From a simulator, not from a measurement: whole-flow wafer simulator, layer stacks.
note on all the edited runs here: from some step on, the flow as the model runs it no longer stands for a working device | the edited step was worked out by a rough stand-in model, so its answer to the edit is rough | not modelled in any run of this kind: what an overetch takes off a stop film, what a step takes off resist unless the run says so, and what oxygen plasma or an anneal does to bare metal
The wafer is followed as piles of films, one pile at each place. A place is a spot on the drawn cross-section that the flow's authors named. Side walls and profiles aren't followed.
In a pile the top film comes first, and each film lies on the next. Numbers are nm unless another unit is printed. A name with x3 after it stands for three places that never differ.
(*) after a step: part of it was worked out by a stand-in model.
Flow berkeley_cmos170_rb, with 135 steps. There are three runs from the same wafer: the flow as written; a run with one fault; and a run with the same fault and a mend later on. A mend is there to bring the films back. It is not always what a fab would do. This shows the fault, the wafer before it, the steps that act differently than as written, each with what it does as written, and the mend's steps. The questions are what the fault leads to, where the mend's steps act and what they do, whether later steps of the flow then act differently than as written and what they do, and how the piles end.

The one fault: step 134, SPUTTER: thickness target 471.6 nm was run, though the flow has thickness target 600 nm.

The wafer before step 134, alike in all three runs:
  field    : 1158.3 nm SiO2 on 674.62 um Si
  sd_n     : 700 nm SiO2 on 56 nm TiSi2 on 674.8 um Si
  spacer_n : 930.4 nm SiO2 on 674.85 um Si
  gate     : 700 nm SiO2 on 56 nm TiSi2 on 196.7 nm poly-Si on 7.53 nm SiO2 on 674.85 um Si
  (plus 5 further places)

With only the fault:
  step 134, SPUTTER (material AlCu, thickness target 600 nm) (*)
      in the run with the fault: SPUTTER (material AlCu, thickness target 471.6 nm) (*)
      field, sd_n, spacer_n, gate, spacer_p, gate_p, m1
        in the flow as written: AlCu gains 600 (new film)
        in the run with the fault: AlCu gains 471.6 (new film)
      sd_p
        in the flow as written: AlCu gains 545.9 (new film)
        in the run with the fault: AlCu gains 424.4 (new film)
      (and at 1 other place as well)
  Every later step of the flow that is run acts as written at every place that is followed.
  The piles end different from the flow's at field, sd_n, spacer_n and 6 more by more than 2% or 0.5 nm, whichever is larger.
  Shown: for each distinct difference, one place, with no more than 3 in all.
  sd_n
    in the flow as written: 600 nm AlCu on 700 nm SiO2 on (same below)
    in the run with the fault: 471.6 nm AlCu on 700 nm SiO2 on (same below)
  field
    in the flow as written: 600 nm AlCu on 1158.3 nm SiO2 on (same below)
    in the run with the fault: 471.6 nm AlCu on 1158.3 nm SiO2 on (same below)
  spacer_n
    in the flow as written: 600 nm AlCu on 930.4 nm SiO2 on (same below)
    in the run with the fault: 471.6 nm AlCu on 930.4 nm SiO2 on (same below)

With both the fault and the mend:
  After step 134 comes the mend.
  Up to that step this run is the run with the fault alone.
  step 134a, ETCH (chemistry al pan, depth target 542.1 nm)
      field, sd_n, spacer_n, gate, spacer_p, gate_p, m1
        AlCu loses 471.6 (all of it)
      sd_p
        AlCu loses 424.4 (all of it)
      contact
        AlCu loses 329.4 (all of it)
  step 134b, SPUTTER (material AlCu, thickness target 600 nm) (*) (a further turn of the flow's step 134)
      field, sd_n, spacer_n, gate, spacer_p, gate_p, m1
        AlCu gains 600 (new film)
      sd_p
        AlCu gains 545.9 (new film)
      contact
        AlCu gains 415.1 (new film)
  Every later step of the flow that is run acts as written at every place that is followed.
  By the end, the piles equal the flow's at every place that both follow.
